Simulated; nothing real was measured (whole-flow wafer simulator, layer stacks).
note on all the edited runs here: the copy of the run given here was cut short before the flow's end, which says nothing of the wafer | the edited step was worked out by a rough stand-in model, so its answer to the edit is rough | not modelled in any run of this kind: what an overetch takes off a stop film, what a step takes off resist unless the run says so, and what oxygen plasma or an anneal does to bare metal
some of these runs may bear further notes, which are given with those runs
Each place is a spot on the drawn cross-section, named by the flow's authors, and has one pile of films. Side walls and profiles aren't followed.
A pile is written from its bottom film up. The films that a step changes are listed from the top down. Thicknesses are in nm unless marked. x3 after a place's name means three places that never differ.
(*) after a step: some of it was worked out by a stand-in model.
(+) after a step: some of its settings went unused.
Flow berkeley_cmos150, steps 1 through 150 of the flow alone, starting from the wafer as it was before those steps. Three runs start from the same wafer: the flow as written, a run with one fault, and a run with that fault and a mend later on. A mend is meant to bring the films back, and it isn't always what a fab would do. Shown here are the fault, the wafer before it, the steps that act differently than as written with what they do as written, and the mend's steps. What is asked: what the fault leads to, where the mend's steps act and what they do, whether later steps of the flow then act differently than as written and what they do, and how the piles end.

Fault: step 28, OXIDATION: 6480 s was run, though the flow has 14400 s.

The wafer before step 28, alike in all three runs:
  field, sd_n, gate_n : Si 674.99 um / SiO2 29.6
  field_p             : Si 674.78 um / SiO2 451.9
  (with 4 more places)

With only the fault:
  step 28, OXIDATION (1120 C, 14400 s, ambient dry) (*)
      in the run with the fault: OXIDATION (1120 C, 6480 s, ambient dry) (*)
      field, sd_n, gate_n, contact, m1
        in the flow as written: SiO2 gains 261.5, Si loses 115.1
        in the run with the fault: SiO2 gains 155.2, Si loses 68.3
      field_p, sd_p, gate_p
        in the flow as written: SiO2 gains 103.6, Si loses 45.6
        in the run with the fault: SiO2 gains 49, Si loses 21.5
  Later steps of the flow acting differently than as written (43 more steps, not shown, differ only slightly: by at most 2% or 0.5 nm, whichever is larger):
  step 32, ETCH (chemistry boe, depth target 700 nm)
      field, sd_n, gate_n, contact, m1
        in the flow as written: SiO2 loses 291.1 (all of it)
        in the run with the fault: SiO2 loses 184.8 (all of it)
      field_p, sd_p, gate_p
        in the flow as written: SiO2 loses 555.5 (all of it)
        in the run with the fault: SiO2 loses 500.8 (all of it)
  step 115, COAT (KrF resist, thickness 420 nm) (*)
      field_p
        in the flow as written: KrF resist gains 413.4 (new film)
        in the run with the fault: KrF resist gains 422.4 (new film)
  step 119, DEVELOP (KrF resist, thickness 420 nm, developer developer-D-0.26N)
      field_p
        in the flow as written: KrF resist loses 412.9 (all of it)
        in the run with the fault: KrF resist loses 421.8 (all of it)
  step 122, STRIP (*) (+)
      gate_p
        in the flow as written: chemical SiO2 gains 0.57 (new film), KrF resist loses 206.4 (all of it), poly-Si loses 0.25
        in the run with the fault: chemical SiO2 gains 0.58 (new film), KrF resist loses 211.5 (all of it), poly-Si loses 0.25
  At the end the piles are close to the flow's at the places that both follow, differing by at most 2% or 0.5 nm, whichever is larger.

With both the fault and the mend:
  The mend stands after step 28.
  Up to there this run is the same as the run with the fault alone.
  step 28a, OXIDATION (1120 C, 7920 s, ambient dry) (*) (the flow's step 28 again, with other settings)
      field, sd_n, gate_n, contact, m1
        SiO2 gains 106.3, Si loses 46.8
      field_p, sd_p, gate_p
        SiO2 gains 54.7, Si loses 24
  None of the later steps of the flow acts differently than as written at any place that is followed.
  By the end, the piles equal the flow's at every place that both follow.
